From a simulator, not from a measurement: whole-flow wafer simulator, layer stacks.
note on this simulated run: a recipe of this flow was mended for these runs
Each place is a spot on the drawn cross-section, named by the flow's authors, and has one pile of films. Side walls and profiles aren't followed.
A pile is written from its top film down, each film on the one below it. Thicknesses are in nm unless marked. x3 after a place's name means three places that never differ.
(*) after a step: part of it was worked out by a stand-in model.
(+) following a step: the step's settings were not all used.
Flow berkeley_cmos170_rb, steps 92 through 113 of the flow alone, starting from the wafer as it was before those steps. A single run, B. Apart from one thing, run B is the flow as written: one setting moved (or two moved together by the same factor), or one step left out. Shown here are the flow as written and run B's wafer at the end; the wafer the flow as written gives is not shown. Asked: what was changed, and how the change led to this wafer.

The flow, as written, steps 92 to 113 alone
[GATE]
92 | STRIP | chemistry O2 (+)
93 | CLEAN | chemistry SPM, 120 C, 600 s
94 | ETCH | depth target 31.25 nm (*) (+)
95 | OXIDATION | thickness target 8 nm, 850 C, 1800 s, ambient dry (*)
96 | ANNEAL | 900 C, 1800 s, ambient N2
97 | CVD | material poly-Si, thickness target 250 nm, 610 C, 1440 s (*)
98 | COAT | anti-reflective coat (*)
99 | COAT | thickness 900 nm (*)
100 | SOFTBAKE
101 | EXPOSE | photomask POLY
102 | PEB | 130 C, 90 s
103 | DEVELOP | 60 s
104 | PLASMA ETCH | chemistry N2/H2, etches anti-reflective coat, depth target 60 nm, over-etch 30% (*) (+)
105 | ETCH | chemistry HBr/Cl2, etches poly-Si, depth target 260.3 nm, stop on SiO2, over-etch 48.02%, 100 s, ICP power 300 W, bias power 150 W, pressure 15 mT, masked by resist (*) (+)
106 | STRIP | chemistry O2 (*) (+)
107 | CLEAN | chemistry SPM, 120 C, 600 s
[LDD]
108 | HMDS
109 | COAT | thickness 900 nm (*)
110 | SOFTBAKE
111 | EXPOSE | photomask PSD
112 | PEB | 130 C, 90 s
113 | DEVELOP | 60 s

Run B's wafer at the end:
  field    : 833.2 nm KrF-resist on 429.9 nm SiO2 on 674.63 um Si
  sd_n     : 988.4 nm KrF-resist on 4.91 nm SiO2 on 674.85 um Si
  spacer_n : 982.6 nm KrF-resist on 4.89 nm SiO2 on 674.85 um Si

The reason: step 95, OXIDATION: thickness target 6.08 nm was run, though the flow has thickness target 8 nm; step 95, OXIDATION: 1368 s was run, where the flow has 1800 s.

How this came from the change, step by step:
  95 | OXIDATION | thickness target 8 nm, 850 C, 1800 s, ambient dry (*)
      sd_n, spacer_n, gate, sd_p, spacer_p, gate_p, contact, m1: SiO2 gains 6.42 (new film), Si loses 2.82 (it would be, as written: SiO2 gains 7.53 (new film), Si loses 3.31)
